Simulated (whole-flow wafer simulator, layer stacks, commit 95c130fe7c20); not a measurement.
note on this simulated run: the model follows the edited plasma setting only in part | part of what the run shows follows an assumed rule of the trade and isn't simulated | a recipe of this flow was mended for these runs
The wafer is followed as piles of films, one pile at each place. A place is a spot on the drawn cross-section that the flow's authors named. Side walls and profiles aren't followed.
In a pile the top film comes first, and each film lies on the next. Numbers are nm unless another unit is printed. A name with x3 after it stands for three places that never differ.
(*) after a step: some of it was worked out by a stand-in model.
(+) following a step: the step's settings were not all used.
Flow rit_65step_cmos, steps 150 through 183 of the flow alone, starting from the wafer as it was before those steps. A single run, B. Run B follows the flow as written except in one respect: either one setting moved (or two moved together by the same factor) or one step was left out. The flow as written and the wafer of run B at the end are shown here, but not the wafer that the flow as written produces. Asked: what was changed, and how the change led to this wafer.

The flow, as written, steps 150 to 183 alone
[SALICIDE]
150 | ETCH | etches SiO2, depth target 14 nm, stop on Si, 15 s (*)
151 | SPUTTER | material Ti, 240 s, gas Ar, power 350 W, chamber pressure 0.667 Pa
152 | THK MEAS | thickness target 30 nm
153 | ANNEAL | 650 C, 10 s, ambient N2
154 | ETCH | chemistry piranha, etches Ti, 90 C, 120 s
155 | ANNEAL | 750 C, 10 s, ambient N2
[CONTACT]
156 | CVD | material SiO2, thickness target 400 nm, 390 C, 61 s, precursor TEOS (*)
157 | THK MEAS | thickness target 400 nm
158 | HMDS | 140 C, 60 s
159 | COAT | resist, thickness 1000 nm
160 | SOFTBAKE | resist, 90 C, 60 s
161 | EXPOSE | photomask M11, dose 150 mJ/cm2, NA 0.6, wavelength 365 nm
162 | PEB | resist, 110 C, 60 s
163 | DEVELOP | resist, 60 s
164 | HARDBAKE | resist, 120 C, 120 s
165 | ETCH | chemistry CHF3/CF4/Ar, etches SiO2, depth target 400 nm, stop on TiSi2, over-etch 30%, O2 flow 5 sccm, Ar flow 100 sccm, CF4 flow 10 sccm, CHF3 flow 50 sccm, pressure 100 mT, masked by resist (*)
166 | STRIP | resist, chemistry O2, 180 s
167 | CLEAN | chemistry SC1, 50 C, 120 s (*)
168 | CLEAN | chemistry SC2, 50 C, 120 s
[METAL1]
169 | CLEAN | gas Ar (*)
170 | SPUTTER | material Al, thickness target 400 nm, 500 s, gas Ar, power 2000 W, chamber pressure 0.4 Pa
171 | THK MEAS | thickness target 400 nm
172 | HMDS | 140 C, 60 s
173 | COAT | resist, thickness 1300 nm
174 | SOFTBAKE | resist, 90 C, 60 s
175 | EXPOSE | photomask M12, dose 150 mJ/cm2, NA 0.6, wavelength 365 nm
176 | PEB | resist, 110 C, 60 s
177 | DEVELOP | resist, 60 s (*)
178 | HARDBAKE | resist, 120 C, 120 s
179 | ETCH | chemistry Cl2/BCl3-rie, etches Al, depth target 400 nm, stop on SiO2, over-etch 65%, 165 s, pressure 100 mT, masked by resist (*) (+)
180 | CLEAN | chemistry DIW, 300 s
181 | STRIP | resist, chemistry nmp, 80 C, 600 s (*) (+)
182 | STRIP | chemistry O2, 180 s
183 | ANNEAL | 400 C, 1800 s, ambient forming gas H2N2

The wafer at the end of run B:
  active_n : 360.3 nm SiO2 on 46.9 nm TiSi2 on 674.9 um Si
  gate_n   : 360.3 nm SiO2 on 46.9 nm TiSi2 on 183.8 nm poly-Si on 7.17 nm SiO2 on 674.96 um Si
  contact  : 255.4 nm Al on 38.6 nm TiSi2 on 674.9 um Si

Cause: step 151, SPUTTER: power 294 W was run, while the flow as written has power 350 W.

The path from the change to this, step by step:
  151 | SPUTTER | material Ti, 240 s, gas Ar, power 350 W, chamber pressure 0.667 Pa
      field, field_pw, field_nw and 11 more: +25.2 Ti (new film) (as written it would have been: +30 Ti (new film))
  153 | ANNEAL | 650 C, 10 s, ambient N2
      active_n, active_p, sd_n, sd_p, contact, m1: -19.7 Ti, +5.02 TiSi first (new film), +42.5 TiSi2 C49 (new film), -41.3 Si (as written it would have been: -23.4 Ti, +15 TiSi first (new film), +37.2 TiSi2 C49 (new film), -43.1 Si)
      gate_n, gate_p: -19.7 Ti, +5.02 TiSi first (new film), +42.5 TiSi2 C49 (new film), -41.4 poly-Si (as written it would have been: -23.4 Ti, +15 TiSi first (new film), +37.2 TiSi2 C49 (new film), -43.3 poly-Si)
  154 | ETCH | chemistry piranha, etches Ti, 90 C, 120 s
      active_n, active_p, gate_n, gate_p, sd_n, sd_p, contact, m1: -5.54 Ti (all of it), -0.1 TiSi first (as written it would have been: -6.6 Ti (all of it), -0.1 TiSi first)
      field, field_pw, field_nw, field_p, spacer, spacer_p: -25.2 Ti (all of it) (as written it would have been: -30 Ti (all of it))
  155 | ANNEAL | 750 C, 10 s, ambient N2
      active_n, active_p, sd_n, sd_p, contact, m1: +46.9 TiSi2 (new film), -4.91 TiSi first (all of it), -42.5 TiSi2 C49 (all of it), -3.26 Si (as written it would have been: +55.9 TiSi2 (new film), -14.9 TiSi first (all of it), -37.2 TiSi2 C49 (all of it), -9.91 Si)
      gate_n, gate_p: +46.9 TiSi2 (new film), -4.91 TiSi first (all of it), -42.5 TiSi2 C49 (all of it), -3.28 poly-Si (as written it would have been: +55.9 TiSi2 (new film), -14.9 TiSi first (all of it), -37.2 TiSi2 C49 (all of it), -9.95 poly-Si)
